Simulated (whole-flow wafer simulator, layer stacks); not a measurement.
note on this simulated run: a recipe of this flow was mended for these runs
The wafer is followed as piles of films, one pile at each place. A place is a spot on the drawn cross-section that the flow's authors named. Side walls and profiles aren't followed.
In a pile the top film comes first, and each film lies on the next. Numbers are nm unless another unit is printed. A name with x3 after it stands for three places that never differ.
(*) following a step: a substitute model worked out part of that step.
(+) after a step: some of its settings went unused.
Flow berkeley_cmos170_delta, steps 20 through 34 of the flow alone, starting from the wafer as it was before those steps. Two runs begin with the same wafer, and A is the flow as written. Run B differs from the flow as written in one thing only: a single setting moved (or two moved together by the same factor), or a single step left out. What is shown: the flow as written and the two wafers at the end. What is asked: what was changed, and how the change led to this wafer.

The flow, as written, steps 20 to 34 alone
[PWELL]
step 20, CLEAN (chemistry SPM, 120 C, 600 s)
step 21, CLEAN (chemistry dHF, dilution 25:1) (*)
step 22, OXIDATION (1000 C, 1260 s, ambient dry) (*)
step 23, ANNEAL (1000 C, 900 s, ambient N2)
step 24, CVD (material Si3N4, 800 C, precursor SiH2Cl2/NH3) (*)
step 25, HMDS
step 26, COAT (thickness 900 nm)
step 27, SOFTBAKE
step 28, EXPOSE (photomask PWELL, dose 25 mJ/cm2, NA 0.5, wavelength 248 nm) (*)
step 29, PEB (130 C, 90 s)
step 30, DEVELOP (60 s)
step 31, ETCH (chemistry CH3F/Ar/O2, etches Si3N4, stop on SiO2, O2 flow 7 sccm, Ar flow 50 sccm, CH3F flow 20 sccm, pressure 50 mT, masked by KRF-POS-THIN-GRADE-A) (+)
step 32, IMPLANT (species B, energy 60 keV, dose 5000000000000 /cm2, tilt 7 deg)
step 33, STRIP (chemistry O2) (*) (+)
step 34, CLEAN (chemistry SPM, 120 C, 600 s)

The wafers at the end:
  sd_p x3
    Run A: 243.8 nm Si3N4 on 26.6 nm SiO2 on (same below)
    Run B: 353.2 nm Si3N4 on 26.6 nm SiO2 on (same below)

Cause: step 24, CVD: 832 C was run, while the flow as written has 800 C.

How this came from the change, step by step:
  step 24, CVD (material Si3N4, 800 C, precursor SiH2Cl2/NH3) (*)
      field x6, sd_p x3: A +243.8 Si3N4 (new film) | B +353.2 Si3N4 (new film)
  step 31, ETCH (chemistry CH3F/Ar/O2, etches Si3N4, stop on SiO2, O2 flow 7 sccm, Ar flow 50 sccm, CH3F flow 20 sccm, pressure 50 mT, masked by KRF-POS-THIN-GRADE-A) (+)
      field x6: A -243.8 Si3N4 (all of it), -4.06 SiO2 | B -353.2 Si3N4 (all of it), -4.06 SiO2
      sd_p x3: A -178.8 KrF-resist | B -251.7 KrF-resist
  step 33, STRIP (chemistry O2) (*) (+)
      sd_p x3: A -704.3 KrF-resist (all of it) | B -631.3 KrF-resist (all of it)
